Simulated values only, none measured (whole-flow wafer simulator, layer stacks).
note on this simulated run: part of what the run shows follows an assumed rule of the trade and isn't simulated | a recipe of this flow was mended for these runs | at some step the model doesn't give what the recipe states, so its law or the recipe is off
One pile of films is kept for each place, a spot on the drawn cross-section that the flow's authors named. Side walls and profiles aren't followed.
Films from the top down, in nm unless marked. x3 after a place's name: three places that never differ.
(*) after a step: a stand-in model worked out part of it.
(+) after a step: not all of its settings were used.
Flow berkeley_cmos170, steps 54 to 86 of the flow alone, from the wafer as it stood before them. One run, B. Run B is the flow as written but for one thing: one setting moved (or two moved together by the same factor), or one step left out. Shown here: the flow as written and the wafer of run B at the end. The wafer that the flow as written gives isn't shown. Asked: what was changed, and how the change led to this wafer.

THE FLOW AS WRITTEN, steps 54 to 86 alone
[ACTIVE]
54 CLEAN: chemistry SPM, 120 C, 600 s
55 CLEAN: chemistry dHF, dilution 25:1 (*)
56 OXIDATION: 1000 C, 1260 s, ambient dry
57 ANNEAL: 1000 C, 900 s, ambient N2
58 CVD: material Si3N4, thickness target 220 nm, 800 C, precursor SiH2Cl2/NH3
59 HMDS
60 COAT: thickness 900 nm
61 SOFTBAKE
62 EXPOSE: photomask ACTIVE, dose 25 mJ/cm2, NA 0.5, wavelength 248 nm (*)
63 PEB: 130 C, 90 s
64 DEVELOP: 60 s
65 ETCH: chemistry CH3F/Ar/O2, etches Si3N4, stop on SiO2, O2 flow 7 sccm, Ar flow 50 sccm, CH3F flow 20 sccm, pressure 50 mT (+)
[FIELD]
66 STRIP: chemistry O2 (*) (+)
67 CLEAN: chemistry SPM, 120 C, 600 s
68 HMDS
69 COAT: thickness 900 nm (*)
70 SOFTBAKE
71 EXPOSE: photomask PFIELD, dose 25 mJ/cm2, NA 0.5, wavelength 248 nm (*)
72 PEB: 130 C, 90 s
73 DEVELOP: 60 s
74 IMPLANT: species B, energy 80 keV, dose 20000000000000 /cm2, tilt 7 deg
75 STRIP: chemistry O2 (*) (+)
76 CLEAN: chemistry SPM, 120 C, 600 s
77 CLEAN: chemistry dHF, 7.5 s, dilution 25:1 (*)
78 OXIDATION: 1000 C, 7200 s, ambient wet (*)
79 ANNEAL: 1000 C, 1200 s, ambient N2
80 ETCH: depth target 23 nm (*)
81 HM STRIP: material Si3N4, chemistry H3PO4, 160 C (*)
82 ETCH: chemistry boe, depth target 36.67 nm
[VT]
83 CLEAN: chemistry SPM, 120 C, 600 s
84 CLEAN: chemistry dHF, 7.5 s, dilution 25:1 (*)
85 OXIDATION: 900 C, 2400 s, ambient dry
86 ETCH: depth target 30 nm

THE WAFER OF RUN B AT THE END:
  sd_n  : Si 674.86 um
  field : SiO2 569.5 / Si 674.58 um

The cause: step 58, CVD: thickness target 299 nm was run, where the flow has thickness target 220 nm; step 78, OXIDATION: 9792 s was run, where the flow has 7200 s.

How the change led to this, step by step:
  58 CVD: material Si3N4, thickness target 220 nm, 800 C, precursor SiH2Cl2/NH3
      field, mark, sd_n and 10 more: Si3N4 +299 (new film) (as written it would be: Si3N4 +220 (new film))
  65 ETCH: chemistry CH3F/Ar/O2, etches Si3N4, stop on SiO2, O2 flow 7 sccm, Ar flow 50 sccm, CH3F flow 20 sccm, pressure 50 mT (+)
      mark, sd_n, spacer_n and 9 more: KrF-resist -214 (as written it would be: KrF-resist -161.3)
      field: Si3N4 -299 (all of it), SiO2 -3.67 (as written it would be: Si3N4 -220 (all of it), SiO2 -3.67)
  66 STRIP: chemistry O2 (*) (+)
      mark, sd_n, spacer_n and 9 more: KrF-resist -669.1 (all of it) (as written it would be: KrF-resist -721.7 (all of it))
  69 COAT: thickness 900 nm (*)
      field: KrF-resist +978.5 (new film) (as written it would be: KrF-resist +957.2 (new film))
      sd_n: KrF-resist +746 (new film) (as written it would be: KrF-resist +784.1 (new film))
      (and at 10 more places)
  73 DEVELOP: 60 s
      field: KrF-resist -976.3 (all of it) (as written it would be: KrF-resist -955 (all of it))
  75 STRIP: chemistry O2 (*) (+)
      sd_n: KrF-resist -729.4 (all of it) (as written it would be: KrF-resist -767.4 (all of it))
      spacer_n: KrF-resist -777.1 (all of it) (as written it would be: KrF-resist -803.4 (all of it))
      (and at 9 more places)
  78 OXIDATION: 1000 C, 7200 s, ambient wet (*)
      sd_n, sd_p: SiO2 +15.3 (new film), Si3N4 -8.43 (as written it would be: SiO2 +12.1 (new film), Si3N4 -6.7, SiO2 +0.07, Si -0.07)
      mark, spacer_n, gate_n and 7 more: SiO2 +15.3 (new film), Si3N4 -8.43 (as written it would be: SiO2 +12.1 (new film), Si3N4 -6.7)
      (and at 1 more place)
  80 ETCH: depth target 23 nm (*)
      mark, sd_n, spacer_n and 9 more: SiO2 -15.3 (all of it), Si3N4 -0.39 (as written it would be: SiO2 -12.1 (all of it), Si3N4 -0.54)
  81 HM STRIP: material Si3N4, chemistry H3PO4, 160 C (*)
      mark, sd_n, spacer_n and 9 more: Si3N4 -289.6 (all of it), SiO2 -15.1 (as written it would be: Si3N4 -212.2 (all of it), SiO2 -11.1)
      field: SiO2 -24.2 (as written it would be: SiO2 -17.7)
  82 ETCH: chemistry boe, depth target 36.67 nm
      mark, sd_n, spacer_n and 9 more: SiO2 -11.4 (all of it) (as written it would be: SiO2 -15.5 (all of it))
